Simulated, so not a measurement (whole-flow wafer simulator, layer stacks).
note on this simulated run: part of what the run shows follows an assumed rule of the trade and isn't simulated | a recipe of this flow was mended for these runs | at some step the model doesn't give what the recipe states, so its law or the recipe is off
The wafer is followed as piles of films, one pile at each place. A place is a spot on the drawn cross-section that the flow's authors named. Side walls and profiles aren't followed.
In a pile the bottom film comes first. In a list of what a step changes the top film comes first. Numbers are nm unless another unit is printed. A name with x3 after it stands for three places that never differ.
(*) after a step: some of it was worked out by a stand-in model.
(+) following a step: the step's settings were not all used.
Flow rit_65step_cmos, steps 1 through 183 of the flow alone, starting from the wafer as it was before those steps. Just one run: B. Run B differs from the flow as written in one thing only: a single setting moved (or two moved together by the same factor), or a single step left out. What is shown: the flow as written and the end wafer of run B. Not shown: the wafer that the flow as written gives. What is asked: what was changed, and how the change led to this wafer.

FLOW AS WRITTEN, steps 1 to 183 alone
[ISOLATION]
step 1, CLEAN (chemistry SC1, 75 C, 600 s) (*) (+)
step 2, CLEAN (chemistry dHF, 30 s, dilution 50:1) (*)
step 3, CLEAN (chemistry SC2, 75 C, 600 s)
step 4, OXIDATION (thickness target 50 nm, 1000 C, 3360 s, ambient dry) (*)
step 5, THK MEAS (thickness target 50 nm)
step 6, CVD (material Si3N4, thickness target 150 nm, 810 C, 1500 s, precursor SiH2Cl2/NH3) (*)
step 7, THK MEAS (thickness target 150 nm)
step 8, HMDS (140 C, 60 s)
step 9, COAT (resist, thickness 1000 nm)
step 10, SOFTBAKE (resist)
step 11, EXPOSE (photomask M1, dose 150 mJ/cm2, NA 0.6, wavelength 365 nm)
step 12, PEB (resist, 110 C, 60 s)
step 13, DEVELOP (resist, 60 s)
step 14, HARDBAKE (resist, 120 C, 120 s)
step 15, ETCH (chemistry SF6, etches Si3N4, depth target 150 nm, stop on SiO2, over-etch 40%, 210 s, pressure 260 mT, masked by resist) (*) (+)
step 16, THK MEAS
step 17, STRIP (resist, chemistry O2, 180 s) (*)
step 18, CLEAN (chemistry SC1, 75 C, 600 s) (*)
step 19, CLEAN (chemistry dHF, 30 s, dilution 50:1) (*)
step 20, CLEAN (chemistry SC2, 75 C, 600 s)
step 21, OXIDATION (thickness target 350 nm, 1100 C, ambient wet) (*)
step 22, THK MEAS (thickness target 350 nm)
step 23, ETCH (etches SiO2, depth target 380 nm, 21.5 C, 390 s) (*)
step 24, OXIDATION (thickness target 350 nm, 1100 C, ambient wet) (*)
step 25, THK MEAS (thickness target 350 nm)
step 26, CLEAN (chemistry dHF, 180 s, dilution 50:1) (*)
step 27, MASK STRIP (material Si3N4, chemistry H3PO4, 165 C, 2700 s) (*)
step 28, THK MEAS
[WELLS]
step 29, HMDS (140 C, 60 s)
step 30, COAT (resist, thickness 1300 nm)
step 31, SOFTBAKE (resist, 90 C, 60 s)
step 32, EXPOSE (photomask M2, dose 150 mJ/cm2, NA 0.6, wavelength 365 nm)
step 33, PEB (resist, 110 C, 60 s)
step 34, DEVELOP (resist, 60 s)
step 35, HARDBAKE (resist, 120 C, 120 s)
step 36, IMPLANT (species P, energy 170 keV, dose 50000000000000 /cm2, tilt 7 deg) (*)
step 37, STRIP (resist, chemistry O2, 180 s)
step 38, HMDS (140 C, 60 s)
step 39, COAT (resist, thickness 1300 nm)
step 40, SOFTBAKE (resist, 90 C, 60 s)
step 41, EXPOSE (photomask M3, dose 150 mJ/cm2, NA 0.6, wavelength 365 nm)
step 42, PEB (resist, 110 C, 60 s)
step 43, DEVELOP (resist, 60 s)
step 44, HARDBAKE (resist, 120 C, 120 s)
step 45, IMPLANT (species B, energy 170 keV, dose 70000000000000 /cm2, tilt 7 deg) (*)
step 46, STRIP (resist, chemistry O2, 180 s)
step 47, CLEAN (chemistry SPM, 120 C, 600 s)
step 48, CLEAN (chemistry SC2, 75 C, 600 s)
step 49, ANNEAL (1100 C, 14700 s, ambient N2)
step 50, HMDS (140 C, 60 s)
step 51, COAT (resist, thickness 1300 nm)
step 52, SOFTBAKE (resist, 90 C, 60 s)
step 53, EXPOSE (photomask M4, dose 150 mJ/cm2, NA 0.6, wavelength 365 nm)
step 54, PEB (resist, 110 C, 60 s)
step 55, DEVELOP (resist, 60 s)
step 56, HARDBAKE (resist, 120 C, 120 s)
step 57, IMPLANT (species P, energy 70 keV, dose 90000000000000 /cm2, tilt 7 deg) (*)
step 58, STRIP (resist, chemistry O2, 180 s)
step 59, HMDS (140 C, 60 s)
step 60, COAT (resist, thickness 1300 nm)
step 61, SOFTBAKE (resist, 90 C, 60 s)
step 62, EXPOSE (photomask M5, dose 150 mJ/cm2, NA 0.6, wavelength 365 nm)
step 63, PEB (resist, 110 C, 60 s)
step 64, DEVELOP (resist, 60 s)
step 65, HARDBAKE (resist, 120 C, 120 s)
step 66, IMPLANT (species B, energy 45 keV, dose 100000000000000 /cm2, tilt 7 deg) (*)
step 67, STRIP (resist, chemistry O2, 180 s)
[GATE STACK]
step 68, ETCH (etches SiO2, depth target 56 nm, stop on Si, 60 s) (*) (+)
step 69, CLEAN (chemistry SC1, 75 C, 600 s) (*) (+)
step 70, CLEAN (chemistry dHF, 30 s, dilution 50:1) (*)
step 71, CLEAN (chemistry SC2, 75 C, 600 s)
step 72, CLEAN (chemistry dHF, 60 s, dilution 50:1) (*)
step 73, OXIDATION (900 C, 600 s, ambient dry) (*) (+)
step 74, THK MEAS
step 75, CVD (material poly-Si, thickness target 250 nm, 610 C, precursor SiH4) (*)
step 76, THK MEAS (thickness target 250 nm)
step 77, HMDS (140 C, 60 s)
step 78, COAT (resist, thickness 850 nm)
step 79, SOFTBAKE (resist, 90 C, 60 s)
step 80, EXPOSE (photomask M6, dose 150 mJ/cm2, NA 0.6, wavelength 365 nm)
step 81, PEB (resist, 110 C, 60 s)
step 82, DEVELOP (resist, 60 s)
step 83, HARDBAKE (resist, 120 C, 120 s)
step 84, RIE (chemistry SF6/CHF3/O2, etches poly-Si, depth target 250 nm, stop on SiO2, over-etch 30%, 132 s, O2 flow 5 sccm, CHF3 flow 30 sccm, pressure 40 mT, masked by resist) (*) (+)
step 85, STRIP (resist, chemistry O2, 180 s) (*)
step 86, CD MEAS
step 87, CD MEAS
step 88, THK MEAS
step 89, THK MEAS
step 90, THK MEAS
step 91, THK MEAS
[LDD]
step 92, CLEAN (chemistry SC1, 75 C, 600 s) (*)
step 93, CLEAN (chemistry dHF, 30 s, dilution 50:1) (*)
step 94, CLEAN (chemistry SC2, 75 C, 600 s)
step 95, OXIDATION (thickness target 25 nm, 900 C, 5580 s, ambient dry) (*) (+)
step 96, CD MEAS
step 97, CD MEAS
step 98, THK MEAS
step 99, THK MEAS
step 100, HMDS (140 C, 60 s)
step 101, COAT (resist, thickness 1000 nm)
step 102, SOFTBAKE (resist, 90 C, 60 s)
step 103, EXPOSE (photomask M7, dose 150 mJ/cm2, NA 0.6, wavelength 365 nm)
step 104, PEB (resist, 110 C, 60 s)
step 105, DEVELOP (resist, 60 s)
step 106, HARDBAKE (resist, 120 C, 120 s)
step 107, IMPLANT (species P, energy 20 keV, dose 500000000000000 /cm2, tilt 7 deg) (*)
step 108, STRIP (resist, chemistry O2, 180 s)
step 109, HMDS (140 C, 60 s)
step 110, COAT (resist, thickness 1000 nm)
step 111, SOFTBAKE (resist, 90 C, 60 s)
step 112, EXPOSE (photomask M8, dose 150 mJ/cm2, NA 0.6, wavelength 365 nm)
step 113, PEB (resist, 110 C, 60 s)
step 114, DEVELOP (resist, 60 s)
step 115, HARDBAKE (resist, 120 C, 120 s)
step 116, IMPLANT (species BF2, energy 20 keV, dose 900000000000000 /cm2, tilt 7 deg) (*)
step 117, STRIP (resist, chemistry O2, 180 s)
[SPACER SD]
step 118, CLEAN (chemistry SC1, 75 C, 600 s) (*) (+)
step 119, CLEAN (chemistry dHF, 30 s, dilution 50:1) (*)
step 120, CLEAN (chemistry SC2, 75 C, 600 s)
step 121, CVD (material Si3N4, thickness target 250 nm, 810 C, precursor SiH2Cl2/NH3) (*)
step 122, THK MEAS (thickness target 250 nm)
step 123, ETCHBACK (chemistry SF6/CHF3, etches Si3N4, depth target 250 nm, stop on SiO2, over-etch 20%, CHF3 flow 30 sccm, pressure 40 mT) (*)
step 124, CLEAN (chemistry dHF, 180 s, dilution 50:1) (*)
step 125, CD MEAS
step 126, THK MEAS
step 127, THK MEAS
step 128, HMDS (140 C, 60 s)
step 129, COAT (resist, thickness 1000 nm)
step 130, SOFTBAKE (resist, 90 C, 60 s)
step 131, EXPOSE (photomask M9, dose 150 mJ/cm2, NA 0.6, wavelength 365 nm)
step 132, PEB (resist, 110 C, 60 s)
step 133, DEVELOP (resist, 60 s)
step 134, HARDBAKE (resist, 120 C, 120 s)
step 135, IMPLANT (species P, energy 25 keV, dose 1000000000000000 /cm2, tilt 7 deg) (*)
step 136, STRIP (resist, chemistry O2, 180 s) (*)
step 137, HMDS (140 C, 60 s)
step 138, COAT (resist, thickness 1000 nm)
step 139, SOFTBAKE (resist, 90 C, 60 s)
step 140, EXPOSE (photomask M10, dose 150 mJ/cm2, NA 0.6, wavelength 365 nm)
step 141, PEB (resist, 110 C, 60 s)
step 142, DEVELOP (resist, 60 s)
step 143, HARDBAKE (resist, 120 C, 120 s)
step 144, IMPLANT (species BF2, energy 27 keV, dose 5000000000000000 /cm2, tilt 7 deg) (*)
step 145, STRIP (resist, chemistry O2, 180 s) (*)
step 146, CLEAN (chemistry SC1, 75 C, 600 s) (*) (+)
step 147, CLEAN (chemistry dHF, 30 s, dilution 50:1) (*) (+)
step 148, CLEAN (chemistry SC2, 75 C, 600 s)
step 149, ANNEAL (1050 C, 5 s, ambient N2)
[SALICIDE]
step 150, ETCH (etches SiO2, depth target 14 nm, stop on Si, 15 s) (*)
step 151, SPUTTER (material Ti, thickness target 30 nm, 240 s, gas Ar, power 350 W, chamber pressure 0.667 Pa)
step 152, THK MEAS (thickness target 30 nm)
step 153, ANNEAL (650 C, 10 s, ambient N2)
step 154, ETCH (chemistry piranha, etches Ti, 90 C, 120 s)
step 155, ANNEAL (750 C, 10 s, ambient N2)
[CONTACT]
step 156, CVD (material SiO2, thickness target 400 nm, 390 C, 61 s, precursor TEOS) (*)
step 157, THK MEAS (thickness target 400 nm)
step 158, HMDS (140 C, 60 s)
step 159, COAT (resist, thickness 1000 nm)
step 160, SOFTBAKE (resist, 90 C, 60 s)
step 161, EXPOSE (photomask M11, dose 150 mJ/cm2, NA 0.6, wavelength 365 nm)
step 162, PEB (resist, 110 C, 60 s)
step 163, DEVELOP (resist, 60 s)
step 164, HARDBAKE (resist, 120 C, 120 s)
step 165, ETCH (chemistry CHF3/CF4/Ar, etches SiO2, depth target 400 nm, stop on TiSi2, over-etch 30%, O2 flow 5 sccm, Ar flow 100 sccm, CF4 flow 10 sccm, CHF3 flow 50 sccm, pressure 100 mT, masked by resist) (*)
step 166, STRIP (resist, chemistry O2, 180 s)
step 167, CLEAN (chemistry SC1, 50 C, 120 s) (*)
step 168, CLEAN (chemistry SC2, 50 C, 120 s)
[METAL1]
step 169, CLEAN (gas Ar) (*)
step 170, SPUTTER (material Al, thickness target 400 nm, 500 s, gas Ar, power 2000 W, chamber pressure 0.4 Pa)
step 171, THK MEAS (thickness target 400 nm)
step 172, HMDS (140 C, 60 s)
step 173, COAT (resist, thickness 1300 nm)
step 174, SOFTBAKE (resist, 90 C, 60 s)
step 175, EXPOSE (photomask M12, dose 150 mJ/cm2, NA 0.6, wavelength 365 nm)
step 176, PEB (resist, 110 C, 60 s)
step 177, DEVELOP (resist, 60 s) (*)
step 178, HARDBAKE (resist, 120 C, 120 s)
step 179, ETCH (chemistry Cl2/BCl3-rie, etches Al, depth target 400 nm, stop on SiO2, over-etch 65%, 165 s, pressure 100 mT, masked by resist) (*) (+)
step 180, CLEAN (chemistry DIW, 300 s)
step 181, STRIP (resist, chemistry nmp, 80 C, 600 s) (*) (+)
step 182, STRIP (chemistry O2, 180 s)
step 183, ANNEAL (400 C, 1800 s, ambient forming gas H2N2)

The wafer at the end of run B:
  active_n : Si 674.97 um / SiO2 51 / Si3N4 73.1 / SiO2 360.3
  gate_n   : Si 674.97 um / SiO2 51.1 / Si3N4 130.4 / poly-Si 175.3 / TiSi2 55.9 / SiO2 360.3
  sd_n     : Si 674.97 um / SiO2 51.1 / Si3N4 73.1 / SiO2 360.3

What caused this: step 26, CLEAN: chemistry dHF, 180 s, dilution 50:1 (*), was omitted.

How this came from the change, step by step:
  step 27, MASK STRIP (material Si3N4, chemistry H3PO4, 165 C, 2700 s) (*)
      active_n, active_p, gate_n and 7 more: -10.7 SiO2 (it would be, as written: -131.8 Si3N4 (all of it), -5.64 SiO2)
  step 30, COAT (resist, thickness 1300 nm)
      field_pw, field_nw: +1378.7 resist (new film) (it would be, as written: +1313 resist (new film))
      field: +1405.4 resist (new film) (it would be, as written: +1315.7 resist (new film))
      (and at 1 other place as well)
  step 33, PEB (resist, 110 C, 60 s)
      field, field_p: -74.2 resist (it would be, as written: -69.2 resist)
      field_pw, field_nw: -72.7 resist (it would be, as written: -69.1 resist)
  step 34, DEVELOP (resist, 60 s)
      field_nw: -1305.9 resist (all of it) (it would be, as written: -1243.9 resist (all of it))
      field_p: -1330.9 resist (all of it) (it would be, as written: -1246.5 resist (all of it))
  step 35, HARDBAKE (resist, 120 C, 120 s)
      field: -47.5 resist (it would be, as written: -44.1 resist)
      field_pw: -46.5 resist (it would be, as written: -44 resist)
  step 37, STRIP (resist, chemistry O2, 180 s)
      field: -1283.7 resist (all of it) (it would be, as written: -1202.4 resist (all of it))
      field_pw: -1259.4 resist (all of it) (it would be, as written: -1199.9 resist (all of it))
  step 39, COAT (resist, thickness 1300 nm)
      field_pw, field_nw: +1378.7 resist (new film) (it would be, as written: +1313 resist (new film))
      field: +1405.4 resist (new film) (it would be, as written: +1315.7 resist (new film))
      (and at 1 other place as well)
  step 42, PEB (resist, 110 C, 60 s)
      field, field_p: -74.2 resist (it would be, as written: -69.2 resist)
      field_pw, field_nw: -72.7 resist (it would be, as written: -69.1 resist)
  step 43, DEVELOP (resist, 60 s)
      field: -1331.2 resist (all of it) (it would be, as written: -1246.5 resist (all of it))
      field_pw: -1305.9 resist (all of it) (it would be, as written: -1243.9 resist (all of it))
  step 44, HARDBAKE (resist, 120 C, 120 s)
      field_nw: -46.5 resist (it would be, as written: -44 resist)
      field_p: -47.5 resist (it would be, as written: -44.1 resist)
  step 46, STRIP (resist, chemistry O2, 180 s)
      field_nw: -1259.4 resist (all of it) (it would be, as written: -1199.9 resist (all of it))
      field_p: -1283.4 resist (all of it) (it would be, as written: -1202.3 resist (all of it))
  step 51, COAT (resist, thickness 1300 nm)
      field_pw, field_nw: +1378.7 resist (new film) (it would be, as written: +1313 resist (new film))
      field: +1405.4 resist (new film) (it would be, as written: +1315.7 resist (new film))
      (and at 1 other place as well)
  step 54, PEB (resist, 110 C, 60 s)
      field, field_p: -74.2 resist (it would be, as written: -69.2 resist)
      field_pw, field_nw: -72.7 resist (it would be, as written: -69.1 resist)
  step 55, DEVELOP (resist, 60 s)
      field_nw: -1305.9 resist (all of it) (it would be, as written: -1243.9 resist (all of it))
      field_p: -1330.9 resist (all of it) (it would be, as written: -1246.5 resist (all of it))
  step 56, HARDBAKE (resist, 120 C, 120 s)
      field: -47.5 resist (it would be, as written: -44.1 resist)
      field_pw: -46.5 resist (it would be, as written: -44 resist)
  step 58, STRIP (resist, chemistry O2, 180 s)
      field: -1283.7 resist (all of it) (it would be, as written: -1202.4 resist (all of it))
      field_pw: -1259.4 resist (all of it) (it would be, as written: -1199.9 resist (all of it))
  ... 58 other steps ...
  step 181, STRIP (resist, chemistry nmp, 80 C, 600 s) (*) (+)
      contact: -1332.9 resist (all of it) (it would be, as written: -1297.5 resist (all of it))
